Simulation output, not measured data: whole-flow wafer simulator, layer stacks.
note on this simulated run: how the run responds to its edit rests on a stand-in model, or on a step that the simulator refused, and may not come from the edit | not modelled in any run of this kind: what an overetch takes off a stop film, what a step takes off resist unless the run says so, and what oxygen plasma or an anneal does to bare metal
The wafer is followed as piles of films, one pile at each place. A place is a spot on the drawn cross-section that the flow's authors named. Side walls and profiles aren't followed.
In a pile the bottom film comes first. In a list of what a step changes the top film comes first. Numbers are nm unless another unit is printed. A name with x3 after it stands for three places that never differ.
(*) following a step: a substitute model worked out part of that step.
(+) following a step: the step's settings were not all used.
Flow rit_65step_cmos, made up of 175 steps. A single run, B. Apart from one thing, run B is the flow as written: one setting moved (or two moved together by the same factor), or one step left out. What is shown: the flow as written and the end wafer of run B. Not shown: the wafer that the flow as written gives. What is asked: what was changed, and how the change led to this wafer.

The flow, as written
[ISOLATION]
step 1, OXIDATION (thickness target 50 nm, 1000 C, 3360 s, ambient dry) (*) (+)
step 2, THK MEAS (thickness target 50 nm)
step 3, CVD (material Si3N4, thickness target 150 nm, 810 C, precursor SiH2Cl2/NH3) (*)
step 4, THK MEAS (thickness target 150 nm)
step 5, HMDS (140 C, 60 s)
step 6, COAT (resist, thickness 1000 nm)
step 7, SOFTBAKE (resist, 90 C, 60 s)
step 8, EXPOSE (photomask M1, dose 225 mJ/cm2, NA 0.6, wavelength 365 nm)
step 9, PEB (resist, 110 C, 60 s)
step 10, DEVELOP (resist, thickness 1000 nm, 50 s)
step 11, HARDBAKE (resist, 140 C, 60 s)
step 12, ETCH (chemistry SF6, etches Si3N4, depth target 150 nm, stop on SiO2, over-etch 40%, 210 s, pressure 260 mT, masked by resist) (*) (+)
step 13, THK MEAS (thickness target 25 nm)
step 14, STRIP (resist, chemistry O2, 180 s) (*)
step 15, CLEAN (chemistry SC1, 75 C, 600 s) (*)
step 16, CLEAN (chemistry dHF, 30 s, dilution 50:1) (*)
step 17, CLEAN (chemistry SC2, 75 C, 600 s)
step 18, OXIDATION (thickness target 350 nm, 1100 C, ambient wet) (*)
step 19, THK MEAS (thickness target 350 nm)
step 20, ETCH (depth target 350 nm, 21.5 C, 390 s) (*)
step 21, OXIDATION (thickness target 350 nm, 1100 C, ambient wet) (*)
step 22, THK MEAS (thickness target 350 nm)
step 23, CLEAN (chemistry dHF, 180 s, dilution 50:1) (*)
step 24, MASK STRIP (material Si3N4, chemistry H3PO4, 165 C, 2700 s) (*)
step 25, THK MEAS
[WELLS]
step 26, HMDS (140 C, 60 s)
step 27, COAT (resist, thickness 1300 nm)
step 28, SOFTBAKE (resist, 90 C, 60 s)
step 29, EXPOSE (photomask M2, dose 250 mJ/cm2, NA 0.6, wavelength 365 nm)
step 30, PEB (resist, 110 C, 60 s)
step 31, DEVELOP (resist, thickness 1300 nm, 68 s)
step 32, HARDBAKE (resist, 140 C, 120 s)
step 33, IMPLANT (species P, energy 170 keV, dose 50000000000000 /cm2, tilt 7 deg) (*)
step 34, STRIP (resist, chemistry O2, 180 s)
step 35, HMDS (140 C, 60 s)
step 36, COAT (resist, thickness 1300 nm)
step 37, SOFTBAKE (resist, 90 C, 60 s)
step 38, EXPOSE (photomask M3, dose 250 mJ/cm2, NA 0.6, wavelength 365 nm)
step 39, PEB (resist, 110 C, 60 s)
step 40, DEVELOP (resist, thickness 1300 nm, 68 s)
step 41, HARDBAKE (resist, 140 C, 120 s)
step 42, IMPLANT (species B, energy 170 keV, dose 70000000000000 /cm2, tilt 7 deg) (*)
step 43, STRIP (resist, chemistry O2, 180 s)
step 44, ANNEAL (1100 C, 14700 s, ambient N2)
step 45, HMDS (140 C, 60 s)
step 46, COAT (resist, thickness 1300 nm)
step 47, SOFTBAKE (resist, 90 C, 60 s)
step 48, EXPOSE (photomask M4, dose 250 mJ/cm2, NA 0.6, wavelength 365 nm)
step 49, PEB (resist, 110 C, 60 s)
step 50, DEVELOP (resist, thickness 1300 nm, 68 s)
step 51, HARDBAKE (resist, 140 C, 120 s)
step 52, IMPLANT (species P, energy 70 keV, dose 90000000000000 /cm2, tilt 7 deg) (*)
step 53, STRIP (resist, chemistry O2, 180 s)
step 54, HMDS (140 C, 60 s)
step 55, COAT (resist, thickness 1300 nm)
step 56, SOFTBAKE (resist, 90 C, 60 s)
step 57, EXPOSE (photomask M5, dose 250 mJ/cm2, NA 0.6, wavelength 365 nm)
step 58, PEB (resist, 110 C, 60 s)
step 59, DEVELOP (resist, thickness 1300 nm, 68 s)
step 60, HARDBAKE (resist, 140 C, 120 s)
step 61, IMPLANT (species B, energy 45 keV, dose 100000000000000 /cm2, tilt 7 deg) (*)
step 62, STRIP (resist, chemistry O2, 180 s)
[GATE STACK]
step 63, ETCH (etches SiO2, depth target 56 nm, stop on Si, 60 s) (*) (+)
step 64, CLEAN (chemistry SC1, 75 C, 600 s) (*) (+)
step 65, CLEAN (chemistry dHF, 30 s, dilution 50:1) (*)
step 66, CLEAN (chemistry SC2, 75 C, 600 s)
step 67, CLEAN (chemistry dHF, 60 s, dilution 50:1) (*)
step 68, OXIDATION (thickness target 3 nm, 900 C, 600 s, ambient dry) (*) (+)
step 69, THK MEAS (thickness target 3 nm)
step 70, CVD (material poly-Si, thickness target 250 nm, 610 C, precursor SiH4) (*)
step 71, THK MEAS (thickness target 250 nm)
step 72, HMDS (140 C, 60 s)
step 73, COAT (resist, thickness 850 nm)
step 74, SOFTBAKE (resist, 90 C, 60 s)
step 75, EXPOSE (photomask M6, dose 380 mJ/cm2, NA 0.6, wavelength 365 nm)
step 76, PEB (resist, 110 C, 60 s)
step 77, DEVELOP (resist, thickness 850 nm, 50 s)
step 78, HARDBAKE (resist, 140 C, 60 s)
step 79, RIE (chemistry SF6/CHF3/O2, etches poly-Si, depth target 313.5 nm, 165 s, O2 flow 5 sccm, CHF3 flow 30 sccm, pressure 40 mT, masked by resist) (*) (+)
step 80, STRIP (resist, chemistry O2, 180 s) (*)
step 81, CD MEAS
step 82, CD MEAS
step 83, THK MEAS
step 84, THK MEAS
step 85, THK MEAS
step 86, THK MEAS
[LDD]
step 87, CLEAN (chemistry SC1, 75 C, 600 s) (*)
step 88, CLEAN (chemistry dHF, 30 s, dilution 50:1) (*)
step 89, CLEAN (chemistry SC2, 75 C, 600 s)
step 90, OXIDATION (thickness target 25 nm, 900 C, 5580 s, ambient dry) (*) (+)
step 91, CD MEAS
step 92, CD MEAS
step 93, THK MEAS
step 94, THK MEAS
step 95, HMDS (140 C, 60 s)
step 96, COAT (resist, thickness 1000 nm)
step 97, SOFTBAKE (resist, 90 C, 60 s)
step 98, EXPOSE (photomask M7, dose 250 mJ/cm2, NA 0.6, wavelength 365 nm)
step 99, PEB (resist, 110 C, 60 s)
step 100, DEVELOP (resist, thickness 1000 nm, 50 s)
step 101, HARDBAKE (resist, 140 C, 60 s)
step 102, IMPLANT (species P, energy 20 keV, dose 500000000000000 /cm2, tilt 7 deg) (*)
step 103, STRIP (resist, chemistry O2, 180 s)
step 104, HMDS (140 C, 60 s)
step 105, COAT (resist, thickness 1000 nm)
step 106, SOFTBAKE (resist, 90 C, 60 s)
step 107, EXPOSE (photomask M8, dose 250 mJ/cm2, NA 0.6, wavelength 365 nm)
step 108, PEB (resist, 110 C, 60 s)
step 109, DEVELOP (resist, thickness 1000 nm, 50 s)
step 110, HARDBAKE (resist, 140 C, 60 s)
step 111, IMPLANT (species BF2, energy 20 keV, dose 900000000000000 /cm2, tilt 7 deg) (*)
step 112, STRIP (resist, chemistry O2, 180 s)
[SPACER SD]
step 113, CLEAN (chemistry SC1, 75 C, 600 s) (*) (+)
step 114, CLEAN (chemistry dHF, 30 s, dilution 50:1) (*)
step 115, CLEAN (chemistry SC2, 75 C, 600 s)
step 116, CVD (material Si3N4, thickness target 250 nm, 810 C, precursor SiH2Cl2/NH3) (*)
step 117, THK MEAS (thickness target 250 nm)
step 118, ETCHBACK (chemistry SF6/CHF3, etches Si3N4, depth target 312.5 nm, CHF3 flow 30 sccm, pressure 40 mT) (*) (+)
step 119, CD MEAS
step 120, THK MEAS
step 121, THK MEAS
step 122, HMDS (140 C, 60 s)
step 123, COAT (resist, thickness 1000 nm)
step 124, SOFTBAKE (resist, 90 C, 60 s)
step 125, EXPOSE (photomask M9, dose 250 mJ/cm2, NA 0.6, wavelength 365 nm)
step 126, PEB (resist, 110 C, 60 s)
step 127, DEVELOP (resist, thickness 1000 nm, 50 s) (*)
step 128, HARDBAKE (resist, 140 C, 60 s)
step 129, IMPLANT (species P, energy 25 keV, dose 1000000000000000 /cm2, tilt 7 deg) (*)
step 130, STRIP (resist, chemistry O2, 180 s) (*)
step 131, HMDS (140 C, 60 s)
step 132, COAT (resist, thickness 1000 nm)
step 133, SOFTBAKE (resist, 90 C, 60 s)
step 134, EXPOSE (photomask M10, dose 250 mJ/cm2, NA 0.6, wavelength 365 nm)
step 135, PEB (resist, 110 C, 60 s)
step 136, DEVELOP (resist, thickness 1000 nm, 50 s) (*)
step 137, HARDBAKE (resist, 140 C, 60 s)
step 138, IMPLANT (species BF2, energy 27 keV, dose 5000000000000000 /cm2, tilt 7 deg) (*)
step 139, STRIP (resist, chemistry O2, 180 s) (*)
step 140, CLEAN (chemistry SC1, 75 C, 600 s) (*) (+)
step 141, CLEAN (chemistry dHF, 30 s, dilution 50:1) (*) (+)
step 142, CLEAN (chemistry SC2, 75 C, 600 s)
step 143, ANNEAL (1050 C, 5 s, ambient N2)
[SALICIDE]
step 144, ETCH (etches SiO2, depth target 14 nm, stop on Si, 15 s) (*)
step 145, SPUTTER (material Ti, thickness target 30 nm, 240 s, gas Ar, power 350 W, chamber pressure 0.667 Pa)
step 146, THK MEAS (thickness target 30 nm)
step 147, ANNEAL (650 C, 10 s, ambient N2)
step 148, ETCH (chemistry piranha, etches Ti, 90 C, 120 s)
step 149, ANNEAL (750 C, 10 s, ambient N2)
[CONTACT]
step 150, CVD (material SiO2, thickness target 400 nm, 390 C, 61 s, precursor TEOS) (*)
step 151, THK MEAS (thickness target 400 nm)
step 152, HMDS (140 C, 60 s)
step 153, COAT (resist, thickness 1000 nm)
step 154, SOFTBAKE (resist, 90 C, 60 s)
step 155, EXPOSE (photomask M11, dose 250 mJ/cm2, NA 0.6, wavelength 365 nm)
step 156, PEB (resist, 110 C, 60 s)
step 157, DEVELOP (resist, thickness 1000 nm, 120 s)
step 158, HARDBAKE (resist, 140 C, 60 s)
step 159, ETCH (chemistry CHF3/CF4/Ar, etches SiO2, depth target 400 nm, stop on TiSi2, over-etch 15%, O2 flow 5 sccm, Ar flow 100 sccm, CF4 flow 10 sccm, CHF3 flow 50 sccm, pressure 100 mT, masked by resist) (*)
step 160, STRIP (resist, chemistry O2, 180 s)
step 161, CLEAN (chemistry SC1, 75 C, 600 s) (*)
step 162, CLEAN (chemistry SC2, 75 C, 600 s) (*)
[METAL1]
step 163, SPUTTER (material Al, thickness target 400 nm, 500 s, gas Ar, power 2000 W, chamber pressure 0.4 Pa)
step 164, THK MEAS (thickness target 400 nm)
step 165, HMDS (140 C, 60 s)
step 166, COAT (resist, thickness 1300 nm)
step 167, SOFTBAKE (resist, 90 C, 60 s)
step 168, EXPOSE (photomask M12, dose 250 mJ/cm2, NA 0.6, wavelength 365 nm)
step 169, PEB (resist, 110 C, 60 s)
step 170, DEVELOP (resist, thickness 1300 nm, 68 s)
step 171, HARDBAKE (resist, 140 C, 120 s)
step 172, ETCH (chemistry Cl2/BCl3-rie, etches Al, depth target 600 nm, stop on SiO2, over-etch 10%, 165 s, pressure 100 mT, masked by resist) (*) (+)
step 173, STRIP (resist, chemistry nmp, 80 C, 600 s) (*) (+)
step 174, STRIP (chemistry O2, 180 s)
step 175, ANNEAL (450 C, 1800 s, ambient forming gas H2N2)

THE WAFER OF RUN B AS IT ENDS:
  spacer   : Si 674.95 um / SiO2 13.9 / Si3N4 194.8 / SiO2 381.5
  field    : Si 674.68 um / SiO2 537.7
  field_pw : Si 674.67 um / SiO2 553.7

What caused this: step 163, SPUTTER: power 2722 W was run, whereas the flow has power 2000 W.

How this came from the change, step by step:
  step 163, SPUTTER (material Al, thickness target 400 nm, 500 s, gas Ar, power 2000 W, chamber pressure 0.4 Pa)
      field, field_pw, field_p, spacer, spacer_p: Al gains 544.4 (new film) (it would be, as written: Al gains 400 (new film))
      gate_n, gate_p: Al gains 520.3 (new film) (it would be, as written: Al gains 396 (new film))
      (also at 1 further place)
  step 172, ETCH (chemistry Cl2/BCl3-rie, etches Al, depth target 600 nm, stop on SiO2, over-etch 10%, 165 s, pressure 100 mT, masked by resist) (*) (+)
      field, field_pw, field_p: Al loses 544.4 (all of it), SiO2 loses 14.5 (it would be, as written: Al loses 400 (all of it), SiO2 loses 32.5)
      gate_n, gate_p: Al loses 520.3 (all of it), SiO2 loses 17.5 (it would be, as written: Al loses 396 (all of it), SiO2 loses 33)
      (also at 3 further places)
